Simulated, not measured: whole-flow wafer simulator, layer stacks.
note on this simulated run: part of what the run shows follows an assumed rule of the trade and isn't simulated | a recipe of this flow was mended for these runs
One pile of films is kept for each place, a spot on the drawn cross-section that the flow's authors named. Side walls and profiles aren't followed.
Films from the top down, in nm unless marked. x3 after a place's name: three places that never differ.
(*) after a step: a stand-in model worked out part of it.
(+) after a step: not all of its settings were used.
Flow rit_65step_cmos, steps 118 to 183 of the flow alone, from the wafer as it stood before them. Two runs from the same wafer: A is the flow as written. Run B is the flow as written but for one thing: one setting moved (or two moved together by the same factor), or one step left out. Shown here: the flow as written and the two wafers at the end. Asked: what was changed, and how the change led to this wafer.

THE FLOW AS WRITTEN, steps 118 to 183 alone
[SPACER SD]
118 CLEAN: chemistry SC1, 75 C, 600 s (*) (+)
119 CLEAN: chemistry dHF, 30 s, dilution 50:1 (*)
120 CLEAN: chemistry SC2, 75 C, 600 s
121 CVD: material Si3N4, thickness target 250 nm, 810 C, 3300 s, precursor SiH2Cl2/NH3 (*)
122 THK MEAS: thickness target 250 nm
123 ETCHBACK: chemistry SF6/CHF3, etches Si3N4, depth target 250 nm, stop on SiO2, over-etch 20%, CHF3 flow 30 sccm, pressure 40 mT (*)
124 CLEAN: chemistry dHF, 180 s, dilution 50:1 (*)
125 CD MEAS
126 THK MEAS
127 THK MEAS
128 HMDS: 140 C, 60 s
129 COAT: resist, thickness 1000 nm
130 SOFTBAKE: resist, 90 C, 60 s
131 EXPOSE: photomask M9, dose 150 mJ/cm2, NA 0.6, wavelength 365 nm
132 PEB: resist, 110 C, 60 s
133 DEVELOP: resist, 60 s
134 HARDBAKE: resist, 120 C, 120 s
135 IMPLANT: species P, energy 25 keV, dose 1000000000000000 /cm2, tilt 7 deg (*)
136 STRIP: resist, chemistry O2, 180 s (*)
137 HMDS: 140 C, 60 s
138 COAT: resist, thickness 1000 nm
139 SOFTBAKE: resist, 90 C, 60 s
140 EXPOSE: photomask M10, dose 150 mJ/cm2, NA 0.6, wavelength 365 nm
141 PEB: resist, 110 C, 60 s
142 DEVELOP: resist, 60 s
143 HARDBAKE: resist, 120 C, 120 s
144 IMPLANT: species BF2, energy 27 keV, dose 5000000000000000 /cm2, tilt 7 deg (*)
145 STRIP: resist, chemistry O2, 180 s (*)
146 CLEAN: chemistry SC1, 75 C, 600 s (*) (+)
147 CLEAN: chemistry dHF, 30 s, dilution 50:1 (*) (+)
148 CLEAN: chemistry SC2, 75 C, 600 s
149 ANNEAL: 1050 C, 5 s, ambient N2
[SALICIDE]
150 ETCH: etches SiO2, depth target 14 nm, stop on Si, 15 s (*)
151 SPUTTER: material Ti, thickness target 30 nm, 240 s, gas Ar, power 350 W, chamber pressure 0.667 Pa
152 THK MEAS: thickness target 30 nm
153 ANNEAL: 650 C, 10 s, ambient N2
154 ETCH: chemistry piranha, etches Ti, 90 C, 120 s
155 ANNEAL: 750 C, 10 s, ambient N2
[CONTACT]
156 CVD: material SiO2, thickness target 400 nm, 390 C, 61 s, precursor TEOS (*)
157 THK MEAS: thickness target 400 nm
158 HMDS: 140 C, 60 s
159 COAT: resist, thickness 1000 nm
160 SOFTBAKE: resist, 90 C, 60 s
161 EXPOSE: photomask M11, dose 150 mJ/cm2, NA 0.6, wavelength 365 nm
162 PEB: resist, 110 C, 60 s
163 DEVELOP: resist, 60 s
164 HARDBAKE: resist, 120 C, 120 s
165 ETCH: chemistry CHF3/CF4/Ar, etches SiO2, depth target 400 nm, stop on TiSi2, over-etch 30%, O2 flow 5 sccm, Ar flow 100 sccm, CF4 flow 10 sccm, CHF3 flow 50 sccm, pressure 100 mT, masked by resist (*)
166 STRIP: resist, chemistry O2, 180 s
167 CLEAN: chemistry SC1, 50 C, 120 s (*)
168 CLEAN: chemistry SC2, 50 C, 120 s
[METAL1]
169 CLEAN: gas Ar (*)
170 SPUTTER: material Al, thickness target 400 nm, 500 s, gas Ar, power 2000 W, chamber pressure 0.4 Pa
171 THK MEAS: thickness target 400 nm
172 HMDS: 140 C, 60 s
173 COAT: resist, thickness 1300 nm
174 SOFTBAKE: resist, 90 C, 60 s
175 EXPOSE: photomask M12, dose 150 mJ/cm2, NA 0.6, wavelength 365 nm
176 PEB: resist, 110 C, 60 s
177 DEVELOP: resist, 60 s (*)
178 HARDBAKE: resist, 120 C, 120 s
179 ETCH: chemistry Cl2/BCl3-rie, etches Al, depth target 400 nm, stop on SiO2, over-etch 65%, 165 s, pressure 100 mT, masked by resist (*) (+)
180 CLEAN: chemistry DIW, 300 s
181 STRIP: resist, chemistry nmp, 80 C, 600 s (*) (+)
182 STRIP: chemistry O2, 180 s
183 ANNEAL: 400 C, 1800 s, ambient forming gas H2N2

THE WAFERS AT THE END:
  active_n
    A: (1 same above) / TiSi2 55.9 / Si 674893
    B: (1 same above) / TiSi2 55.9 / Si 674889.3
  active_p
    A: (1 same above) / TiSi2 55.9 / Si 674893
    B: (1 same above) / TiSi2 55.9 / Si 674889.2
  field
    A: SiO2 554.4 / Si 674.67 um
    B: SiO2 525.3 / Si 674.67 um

The cause: step 121, CVD: thickness target 212 nm was run, where the flow has thickness target 250 nm; step 121, CVD: 2805 s was run, where the flow has 3300 s.

How the change led to this, step by step:
  121 CVD: material Si3N4, thickness target 250 nm, 810 C, 3300 s, precursor SiH2Cl2/NH3 (*)
      field, field_pw, field_nw and 11 more: A Si3N4 +250 (new film) | B Si3N4 +212 (new film)
  123 ETCHBACK: chemistry SF6/CHF3, etches Si3N4, depth target 250 nm, stop on SiO2, over-etch 20%, CHF3 flow 30 sccm, pressure 40 mT (*)
      active_n, sd_n, contact, m1: A Si3N4 -250 (all of it), SiO2 -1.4 | B Si3N4 -212 (all of it), SiO2 -13.9 (all of it), Si -3.7
      active_p, sd_p: A Si3N4 -250 (all of it), SiO2 -1.4 | B Si3N4 -212 (all of it), SiO2 -13.4 (all of it), Si -3.74
      (and at 6 more places)
  124 CLEAN: chemistry dHF, 180 s, dilution 50:1 (*)
      active_n, sd_n, contact, m1: A SiO2 -12.5 (all of it) | B nothing
      active_p, sd_p: A SiO2 -12 (all of it) | B nothing
      (and at 2 more places)
  129 COAT: resist, thickness 1000 nm
      spacer: A resist +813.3 (new film) | B resist +841.1 (new film)
      spacer_p: A resist +813.8 (new film) | B resist +841.6 (new film)
  132 PEB: resist, 110 C, 60 s
      spacer, spacer_p: A resist -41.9 | B resist -43.4
  133 DEVELOP: resist, 60 s
      spacer: A resist -771.4 (all of it) | B resist -797.8 (all of it)
  134 HARDBAKE: resist, 120 C, 120 s
      spacer_p: A resist -26 | B resist -26.9
  136 STRIP: resist, chemistry O2, 180 s (*)
      spacer_p: A resist -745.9 (all of it) | B resist -771.3 (all of it)
  138 COAT: resist, thickness 1000 nm
      spacer: A resist +813.9 (new film) | B resist +841.8 (new film)
      spacer_p: A resist +814.4 (new film) | B resist +842.2 (new film)
  141 PEB: resist, 110 C, 60 s
      spacer: A resist -41.9 | B resist -43.4
      spacer_p: A resist -42 | B resist -43.5
  142 DEVELOP: resist, 60 s
      spacer_p: A resist -772.4 (all of it) | B resist -798.8 (all of it)
  143 HARDBAKE: resist, 120 C, 120 s
      field: A resist -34 | B resist -34.8
      spacer: A resist -26 | B resist -26.9
  145 STRIP: resist, chemistry O2, 180 s (*)
      spacer: A resist -746 (all of it) | B resist -771.4 (all of it)
  159 COAT: resist, thickness 1000 nm
      spacer: A resist +829 (new film) | B resist +855.3 (new film)
      spacer_p: A resist +829.5 (new film) | B resist +855.8 (new film)
  162 PEB: resist, 110 C, 60 s
      spacer: A resist -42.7 | B resist -44.2
      spacer_p: A resist -42.8 | B resist -44.2
  164 HARDBAKE: resist, 120 C, 120 s
      spacer, spacer_p: A resist -26.5 | B resist -27.4
  ... 3 more steps ...
  177 DEVELOP: resist, 60 s (*)
      spacer: A resist -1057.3 (all of it), Al -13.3 | B resist -1082.5 (all of it), Al -13.3
      spacer_p: A resist -1061.6 (all of it), Al -13.3 | B resist -1087.4 (all of it), Al -13.3
